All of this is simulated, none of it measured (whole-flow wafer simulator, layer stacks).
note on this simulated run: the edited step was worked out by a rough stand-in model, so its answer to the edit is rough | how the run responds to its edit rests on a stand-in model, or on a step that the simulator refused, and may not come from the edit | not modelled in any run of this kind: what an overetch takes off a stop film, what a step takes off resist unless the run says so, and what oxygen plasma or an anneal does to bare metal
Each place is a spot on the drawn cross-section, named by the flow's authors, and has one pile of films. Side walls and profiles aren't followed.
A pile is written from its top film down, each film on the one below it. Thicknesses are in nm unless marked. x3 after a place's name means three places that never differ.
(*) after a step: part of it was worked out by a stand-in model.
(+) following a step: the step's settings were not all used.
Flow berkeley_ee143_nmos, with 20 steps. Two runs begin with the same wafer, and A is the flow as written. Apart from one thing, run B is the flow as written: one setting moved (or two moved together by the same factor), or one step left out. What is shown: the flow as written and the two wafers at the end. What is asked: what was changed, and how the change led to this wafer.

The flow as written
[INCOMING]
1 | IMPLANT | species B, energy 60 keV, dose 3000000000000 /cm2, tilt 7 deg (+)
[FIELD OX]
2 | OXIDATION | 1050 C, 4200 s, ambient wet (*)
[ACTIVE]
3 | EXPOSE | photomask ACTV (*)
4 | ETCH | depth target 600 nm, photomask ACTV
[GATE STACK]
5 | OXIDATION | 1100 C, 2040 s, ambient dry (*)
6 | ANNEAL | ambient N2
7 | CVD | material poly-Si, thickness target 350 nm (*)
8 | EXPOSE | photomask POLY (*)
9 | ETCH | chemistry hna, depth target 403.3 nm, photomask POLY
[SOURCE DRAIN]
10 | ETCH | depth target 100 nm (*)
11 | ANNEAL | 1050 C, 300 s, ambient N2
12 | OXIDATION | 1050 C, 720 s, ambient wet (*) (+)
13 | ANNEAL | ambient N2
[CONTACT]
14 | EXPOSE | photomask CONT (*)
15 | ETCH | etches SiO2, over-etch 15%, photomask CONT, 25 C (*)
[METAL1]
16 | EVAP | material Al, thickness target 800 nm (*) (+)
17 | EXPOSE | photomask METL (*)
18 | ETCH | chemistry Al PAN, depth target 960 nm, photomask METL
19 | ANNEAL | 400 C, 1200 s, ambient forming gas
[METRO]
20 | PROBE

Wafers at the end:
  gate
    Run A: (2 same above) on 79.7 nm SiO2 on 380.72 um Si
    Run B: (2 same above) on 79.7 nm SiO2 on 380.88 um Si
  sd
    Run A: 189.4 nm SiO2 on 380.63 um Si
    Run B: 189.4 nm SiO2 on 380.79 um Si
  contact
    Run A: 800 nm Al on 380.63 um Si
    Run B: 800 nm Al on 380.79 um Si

Cause: step 2, OXIDATION: 919 C was run, though the flow has 1050 C.

How this came from the change, step by step:
  2 | OXIDATION | 1050 C, 4200 s, ambient wet (*)
      gate, sd, contact, field: A SiO2 gains 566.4 (new film), chemical SiO2 loses 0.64 (all of it), Si loses 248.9 | B SiO2 gains 201.3 (new film), chemical SiO2 loses 0.64 (all of it), Si loses 88.3
  4 | ETCH | depth target 600 nm, photomask ACTV
      gate, sd, contact: A SiO2 loses 566.4 (all of it) | B SiO2 loses 201.3 (all of it)
  5 | OXIDATION | 1100 C, 2040 s, ambient dry (*)
      field: A SiO2 gains 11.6, Si loses 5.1 | B SiO2 gains 25.8, Si loses 11.3
  12 | OXIDATION | 1050 C, 720 s, ambient wet (*) (+)
      field: A SiO2 gains 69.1, Si loses 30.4 | B SiO2 gains 133.6, Si loses 58.8
